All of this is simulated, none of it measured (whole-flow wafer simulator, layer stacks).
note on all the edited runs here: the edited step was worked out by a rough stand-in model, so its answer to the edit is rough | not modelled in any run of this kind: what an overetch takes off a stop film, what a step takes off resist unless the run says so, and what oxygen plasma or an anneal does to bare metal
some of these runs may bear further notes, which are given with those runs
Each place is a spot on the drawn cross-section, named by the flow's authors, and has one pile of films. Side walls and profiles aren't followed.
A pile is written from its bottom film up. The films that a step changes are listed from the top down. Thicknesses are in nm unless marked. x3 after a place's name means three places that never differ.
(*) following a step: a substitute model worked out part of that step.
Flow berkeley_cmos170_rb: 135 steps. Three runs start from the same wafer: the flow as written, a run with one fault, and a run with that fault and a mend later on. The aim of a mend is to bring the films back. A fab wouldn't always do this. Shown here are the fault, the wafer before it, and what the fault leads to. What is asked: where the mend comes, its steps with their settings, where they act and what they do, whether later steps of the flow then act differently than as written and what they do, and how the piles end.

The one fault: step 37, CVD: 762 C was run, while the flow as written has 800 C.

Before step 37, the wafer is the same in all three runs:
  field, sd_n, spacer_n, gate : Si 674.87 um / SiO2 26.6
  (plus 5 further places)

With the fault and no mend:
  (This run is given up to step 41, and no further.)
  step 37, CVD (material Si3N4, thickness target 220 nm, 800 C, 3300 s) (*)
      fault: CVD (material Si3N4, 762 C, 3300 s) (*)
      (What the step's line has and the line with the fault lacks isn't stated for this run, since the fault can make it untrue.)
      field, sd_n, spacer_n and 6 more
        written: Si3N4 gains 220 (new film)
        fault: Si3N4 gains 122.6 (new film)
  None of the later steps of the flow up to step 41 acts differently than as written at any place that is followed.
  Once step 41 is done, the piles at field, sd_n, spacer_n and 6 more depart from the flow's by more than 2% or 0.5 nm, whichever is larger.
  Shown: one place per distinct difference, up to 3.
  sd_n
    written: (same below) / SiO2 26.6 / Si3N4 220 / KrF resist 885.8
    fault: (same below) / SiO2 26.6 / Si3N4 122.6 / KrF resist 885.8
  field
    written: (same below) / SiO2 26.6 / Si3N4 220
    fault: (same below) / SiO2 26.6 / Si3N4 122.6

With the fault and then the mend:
  The mend follows step 37.
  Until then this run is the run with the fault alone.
  step 37a, CVD (material Si3N4, thickness target 97.41 nm, 800 C, 1461 s) (*) (the flow's step 37, run once more with other settings)
      field, sd_n, spacer_n and 6 more
        Si3N4 gains 97.4
  None of the later steps of the flow acts differently than as written at any place that is followed.
  By the end, the piles equal the flow's at every place that both follow.
